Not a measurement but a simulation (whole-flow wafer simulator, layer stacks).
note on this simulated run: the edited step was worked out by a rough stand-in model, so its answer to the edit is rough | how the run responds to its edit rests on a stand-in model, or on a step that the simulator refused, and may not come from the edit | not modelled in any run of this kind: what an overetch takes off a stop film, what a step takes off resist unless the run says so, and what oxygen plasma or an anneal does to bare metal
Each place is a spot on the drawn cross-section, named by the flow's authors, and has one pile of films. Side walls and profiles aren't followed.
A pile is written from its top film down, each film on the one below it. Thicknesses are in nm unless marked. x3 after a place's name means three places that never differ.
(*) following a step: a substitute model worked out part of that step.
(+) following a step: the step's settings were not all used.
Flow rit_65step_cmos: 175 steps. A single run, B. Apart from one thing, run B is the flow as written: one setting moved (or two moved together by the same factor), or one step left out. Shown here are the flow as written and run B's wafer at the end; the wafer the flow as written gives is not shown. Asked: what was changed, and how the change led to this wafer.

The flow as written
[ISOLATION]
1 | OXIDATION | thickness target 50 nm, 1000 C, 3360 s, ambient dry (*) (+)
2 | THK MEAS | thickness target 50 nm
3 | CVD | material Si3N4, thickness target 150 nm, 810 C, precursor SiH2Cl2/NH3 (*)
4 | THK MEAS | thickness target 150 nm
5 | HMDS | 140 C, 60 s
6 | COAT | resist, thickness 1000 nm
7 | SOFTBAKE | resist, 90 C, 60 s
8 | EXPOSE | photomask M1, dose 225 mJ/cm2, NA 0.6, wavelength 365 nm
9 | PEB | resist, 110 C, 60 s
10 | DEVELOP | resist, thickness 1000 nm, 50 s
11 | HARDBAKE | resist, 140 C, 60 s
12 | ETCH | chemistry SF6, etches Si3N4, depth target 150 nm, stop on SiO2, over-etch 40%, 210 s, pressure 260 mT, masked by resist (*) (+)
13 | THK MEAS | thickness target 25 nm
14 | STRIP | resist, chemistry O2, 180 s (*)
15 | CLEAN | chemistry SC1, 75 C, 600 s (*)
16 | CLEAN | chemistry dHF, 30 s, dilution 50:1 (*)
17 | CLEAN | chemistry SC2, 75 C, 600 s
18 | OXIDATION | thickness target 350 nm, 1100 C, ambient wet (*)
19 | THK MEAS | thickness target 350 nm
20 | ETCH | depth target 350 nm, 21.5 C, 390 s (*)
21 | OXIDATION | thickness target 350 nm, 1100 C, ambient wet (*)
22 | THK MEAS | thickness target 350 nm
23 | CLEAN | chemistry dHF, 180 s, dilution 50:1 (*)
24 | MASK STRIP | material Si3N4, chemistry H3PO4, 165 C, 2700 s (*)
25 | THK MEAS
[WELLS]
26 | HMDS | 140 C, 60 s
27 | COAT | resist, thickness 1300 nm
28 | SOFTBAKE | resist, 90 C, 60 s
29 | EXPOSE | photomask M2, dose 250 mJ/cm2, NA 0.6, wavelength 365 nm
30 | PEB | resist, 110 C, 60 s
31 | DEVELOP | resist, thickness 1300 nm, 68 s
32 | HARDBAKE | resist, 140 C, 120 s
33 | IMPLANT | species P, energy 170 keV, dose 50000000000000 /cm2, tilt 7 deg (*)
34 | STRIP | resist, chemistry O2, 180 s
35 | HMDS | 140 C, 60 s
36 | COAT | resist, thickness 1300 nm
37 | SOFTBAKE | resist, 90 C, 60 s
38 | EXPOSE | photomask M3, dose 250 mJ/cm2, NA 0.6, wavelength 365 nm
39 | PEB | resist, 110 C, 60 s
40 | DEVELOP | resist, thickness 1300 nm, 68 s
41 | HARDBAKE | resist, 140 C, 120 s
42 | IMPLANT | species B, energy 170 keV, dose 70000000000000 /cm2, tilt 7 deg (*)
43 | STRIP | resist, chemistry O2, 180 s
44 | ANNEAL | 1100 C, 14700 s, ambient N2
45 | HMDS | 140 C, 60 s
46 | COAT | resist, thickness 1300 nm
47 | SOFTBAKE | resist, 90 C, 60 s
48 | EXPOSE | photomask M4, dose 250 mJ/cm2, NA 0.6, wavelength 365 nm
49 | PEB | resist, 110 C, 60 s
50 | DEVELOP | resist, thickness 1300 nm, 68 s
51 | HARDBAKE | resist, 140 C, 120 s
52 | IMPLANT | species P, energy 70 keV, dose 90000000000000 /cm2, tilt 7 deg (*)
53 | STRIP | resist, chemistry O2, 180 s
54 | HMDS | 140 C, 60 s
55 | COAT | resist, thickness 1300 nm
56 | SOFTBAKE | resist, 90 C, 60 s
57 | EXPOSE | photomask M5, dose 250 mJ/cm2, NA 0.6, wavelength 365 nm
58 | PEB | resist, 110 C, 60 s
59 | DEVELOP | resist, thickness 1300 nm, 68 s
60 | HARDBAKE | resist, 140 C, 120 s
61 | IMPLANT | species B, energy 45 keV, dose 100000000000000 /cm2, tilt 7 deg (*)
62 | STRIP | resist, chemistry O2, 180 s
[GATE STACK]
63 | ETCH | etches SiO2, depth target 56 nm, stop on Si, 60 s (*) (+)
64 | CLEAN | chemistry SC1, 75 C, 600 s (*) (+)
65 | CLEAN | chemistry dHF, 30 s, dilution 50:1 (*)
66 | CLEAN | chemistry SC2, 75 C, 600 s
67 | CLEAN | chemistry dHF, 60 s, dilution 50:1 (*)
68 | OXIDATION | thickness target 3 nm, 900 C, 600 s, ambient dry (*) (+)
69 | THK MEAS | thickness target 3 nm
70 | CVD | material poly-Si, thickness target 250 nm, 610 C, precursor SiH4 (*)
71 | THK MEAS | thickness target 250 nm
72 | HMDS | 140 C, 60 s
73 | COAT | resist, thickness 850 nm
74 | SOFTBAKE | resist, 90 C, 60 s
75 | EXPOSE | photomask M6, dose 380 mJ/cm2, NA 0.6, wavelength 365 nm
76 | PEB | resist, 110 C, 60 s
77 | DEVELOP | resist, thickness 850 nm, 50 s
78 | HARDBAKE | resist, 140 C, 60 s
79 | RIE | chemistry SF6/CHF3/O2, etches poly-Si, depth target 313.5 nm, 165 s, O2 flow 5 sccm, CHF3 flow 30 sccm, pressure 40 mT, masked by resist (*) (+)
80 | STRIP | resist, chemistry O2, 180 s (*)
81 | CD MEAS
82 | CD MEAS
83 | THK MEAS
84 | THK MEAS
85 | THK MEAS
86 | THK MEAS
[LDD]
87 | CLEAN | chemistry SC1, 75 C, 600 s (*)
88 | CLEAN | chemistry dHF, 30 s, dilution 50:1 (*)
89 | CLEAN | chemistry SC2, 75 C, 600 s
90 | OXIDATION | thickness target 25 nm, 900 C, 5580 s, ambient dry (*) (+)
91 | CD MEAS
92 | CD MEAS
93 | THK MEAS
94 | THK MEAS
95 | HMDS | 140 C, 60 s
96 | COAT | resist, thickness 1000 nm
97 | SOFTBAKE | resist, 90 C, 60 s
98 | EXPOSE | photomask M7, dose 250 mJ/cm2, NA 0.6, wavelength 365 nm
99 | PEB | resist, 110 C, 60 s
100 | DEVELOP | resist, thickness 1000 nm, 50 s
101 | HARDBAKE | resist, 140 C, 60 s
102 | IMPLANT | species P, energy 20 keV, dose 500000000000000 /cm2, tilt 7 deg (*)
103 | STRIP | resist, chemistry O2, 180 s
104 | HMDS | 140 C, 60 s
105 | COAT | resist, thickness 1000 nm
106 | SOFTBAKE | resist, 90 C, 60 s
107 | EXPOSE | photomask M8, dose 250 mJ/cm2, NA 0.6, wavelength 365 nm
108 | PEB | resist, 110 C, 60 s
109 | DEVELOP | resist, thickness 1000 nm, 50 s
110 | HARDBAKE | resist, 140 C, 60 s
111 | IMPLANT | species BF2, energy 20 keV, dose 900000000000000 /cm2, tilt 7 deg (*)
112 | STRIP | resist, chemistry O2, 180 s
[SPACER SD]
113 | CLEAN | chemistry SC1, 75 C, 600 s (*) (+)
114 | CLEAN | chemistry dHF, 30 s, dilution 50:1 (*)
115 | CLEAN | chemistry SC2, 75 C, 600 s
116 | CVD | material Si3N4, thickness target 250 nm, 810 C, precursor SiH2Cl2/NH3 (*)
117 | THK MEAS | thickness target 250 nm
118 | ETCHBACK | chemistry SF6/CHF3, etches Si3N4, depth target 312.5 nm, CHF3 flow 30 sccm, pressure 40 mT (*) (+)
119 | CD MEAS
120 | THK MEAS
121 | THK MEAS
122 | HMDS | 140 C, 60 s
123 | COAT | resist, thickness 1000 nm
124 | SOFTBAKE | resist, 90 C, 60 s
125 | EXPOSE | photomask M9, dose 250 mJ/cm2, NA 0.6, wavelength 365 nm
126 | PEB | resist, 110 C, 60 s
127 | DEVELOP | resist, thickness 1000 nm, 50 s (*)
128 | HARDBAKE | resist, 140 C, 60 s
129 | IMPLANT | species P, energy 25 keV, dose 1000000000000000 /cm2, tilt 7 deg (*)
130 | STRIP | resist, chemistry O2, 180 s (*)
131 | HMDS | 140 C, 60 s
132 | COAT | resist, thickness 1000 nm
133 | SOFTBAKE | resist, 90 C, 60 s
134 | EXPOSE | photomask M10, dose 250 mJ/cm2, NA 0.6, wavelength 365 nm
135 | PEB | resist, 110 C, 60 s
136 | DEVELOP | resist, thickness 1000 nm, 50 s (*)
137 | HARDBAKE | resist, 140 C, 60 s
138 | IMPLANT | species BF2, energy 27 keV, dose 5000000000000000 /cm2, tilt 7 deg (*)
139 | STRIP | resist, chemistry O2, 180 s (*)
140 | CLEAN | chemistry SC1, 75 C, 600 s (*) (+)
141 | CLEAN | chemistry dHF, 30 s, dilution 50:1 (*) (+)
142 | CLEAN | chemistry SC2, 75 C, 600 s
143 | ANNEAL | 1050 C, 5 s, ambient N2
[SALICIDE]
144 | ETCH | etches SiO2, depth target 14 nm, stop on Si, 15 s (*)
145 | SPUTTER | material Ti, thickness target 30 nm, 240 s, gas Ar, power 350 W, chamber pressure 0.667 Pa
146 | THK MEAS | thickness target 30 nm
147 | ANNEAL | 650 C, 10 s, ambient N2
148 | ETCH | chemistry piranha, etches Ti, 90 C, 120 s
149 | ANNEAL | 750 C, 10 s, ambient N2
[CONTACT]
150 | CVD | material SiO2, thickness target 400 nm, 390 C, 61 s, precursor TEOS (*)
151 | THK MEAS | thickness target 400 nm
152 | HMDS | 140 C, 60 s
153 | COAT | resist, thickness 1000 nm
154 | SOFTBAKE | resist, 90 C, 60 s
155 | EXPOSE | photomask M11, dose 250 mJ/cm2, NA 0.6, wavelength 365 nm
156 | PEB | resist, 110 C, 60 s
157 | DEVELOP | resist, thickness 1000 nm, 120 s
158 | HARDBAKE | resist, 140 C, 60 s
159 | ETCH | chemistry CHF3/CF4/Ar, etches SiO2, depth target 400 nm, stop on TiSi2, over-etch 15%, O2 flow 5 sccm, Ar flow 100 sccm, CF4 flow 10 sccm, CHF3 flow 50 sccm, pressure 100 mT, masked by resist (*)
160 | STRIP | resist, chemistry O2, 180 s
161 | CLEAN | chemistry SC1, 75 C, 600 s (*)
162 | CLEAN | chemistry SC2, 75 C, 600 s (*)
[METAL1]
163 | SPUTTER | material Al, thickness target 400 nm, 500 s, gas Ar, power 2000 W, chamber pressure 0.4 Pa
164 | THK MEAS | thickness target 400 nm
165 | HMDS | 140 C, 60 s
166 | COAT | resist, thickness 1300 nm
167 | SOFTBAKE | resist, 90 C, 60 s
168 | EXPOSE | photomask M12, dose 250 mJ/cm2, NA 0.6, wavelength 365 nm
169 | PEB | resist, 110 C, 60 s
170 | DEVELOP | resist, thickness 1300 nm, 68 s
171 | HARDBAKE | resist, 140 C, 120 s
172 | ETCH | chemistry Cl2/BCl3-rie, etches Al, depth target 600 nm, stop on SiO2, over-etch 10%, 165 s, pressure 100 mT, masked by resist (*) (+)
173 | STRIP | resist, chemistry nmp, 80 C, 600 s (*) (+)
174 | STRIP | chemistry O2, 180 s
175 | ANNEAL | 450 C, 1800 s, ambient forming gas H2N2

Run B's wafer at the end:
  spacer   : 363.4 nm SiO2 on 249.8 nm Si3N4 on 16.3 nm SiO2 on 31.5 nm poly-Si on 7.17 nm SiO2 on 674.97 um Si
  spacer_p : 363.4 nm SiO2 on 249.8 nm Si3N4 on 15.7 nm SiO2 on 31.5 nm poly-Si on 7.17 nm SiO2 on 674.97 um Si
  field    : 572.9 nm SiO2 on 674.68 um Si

What caused this: step 70, CVD: thickness target 362 nm was run, though the flow has thickness target 250 nm.

Step by step, how the change led to this:
  70 | CVD | material poly-Si, thickness target 250 nm, 610 C, precursor SiH4 (*)
      field, field_pw, field_nw and 11 more: poly-Si gains 362 (new film) (in the flow as written it would be: poly-Si gains 250 (new film))
  79 | RIE | chemistry SF6/CHF3/O2, etches poly-Si, depth target 313.5 nm, 165 s, O2 flow 5 sccm, CHF3 flow 30 sccm, pressure 40 mT, masked by resist (*) (+)
      active_n, active_p, spacer, spacer_p, sd_n, sd_p, contact, m1: poly-Si loses 313.5 (in the flow as written it would be: poly-Si loses 250 (all of it), SiO2 loses 7.17 (all of it))
      field, field_pw, field_nw, field_p: poly-Si loses 313.5 (in the flow as written it would be: poly-Si loses 250 (all of it), SiO2 loses 10.9)
  80 | STRIP | resist, chemistry O2, 180 s (*)
      active_n, active_p, spacer, spacer_p, sd_n, sd_p, contact, m1: chemical SiO2 gains 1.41 (new film), poly-Si loses 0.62 (in the flow as written it would be: chemical SiO2 gains 1.41 (new film), Si loses 0.62)
      field, field_pw, field_nw, field_p: chemical SiO2 gains 1.41 (new film), poly-Si loses 0.62 (in the flow as written it would be: nothing)
  87 | CLEAN | chemistry SC1, 75 C, 600 s (*)
      active_n, active_p, spacer, spacer_p, sd_n, sd_p, contact, m1: chemical SiO2 loses 0.81, poly-Si loses 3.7 (in the flow as written it would be: chemical SiO2 loses 0.81, Si loses 3.7)
      field, field_pw, field_nw, field_p: chemical SiO2 loses 0.81, poly-Si loses 3.7 (in the flow as written it would be: SiO2 loses 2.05)
  88 | CLEAN | chemistry dHF, 30 s, dilution 50:1 (*)
      field, field_pw, field_nw, field_p: chemical SiO2 loses 0.6 (all of it) (in the flow as written it would be: SiO2 loses 2.78)
  90 | OXIDATION | thickness target 25 nm, 900 C, 5580 s, ambient dry (*) (+)
      active_n, active_p, spacer, spacer_p, sd_n, sd_p, contact, m1: SiO2 gains 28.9 (new film), chemical SiO2 loses 0.4 (all of it), poly-Si loses 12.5 (in the flow as written it would be: SiO2 gains 26.5 (new film), chemical SiO2 loses 0.4 (all of it), Si loses 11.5)
      field, field_pw: SiO2 gains 28.9 (new film), chemical SiO2 loses 0.4 (all of it), poly-Si loses 12.5 (in the flow as written it would be: SiO2 gains 6.57, Si loses 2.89)
      (also at 2 further places)
  96 | COAT | resist, thickness 1000 nm
      gate_n, gate_p: resist gains 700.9 (new film) (in the flow as written it would be: resist gains 750.6 (new film))
  99 | PEB | resist, 110 C, 60 s
      gate_n, gate_p: resist loses 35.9 (in the flow as written it would be: resist loses 38.6)
  100 | DEVELOP | resist, thickness 1000 nm, 50 s
      gate_n: resist loses 665 (all of it) (in the flow as written it would be: resist loses 712.1 (all of it))
  101 | HARDBAKE | resist, 140 C, 60 s
      gate_p: resist loses 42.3 (in the flow as written it would be: resist loses 45.8)
  103 | STRIP | resist, chemistry O2, 180 s
      gate_p: resist loses 622.7 (all of it) (in the flow as written it would be: resist loses 666.3 (all of it))
  105 | COAT | resist, thickness 1000 nm
      gate_n, gate_p: resist gains 700.9 (new film) (in the flow as written it would be: resist gains 750.6 (new film))
  108 | PEB | resist, 110 C, 60 s
      gate_n, gate_p: resist loses 35.9 (in the flow as written it would be: resist loses 38.6)
  109 | DEVELOP | resist, thickness 1000 nm, 50 s
      gate_p: resist loses 665 (all of it) (in the flow as written it would be: resist loses 712.1 (all of it))
  110 | HARDBAKE | resist, 140 C, 60 s
      gate_n: resist loses 42.3 (in the flow as written it would be: resist loses 45.8)
  112 | STRIP | resist, chemistry O2, 180 s
      gate_n: resist loses 622.7 (all of it) (in the flow as written it would be: resist loses 666.3 (all of it))
  ... 17 further steps ...
  170 | DEVELOP | resist, thickness 1300 nm, 68 s
      field: resist loses 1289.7 (all of it) (in the flow as written it would be: resist loses 1316.6 (all of it))
      field_p: resist loses 1297.2 (all of it) (in the flow as written it would be: resist loses 1324.1 (all of it))
      (also at 4 further places)
